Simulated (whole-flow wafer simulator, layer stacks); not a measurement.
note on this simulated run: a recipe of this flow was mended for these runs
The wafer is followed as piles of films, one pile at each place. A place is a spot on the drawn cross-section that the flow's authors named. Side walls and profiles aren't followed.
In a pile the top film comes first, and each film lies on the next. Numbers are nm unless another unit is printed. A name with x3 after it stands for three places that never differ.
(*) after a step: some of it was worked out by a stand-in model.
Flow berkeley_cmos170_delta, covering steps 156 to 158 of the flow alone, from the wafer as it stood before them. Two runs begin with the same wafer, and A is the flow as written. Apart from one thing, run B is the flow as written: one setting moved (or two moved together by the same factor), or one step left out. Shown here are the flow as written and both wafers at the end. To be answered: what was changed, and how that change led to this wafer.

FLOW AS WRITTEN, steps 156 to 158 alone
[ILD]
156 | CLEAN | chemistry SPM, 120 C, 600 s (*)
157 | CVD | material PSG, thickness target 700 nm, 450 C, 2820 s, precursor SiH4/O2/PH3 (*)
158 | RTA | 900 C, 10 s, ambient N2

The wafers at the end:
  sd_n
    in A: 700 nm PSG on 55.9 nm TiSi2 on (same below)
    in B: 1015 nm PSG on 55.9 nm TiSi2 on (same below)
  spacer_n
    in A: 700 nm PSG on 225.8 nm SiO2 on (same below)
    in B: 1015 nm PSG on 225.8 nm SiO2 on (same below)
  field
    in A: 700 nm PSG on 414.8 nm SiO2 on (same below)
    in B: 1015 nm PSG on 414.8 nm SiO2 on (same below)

The reason: step 157, CVD: thickness target 1015 nm was run, whereas the flow has thickness target 700 nm; step 157, CVD: 4089 s was run, where the flow has 2820 s.
The wafer itself shows it: sd_n has PSG 1015, and step 157 as written asks for 700 nm.

How this came from the change, step by step:
  157 | CVD | material PSG, thickness target 700 nm, 450 C, 2820 s, precursor SiH4/O2/PH3 (*)
      field, sd_n, spacer_n, gate, spacer_p, gate_p, contact x2: A +700 PSG (new film) | B +1015 PSG (new film)
      sd_p: A +659.7 PSG (new film) | B +1015 PSG (new film)
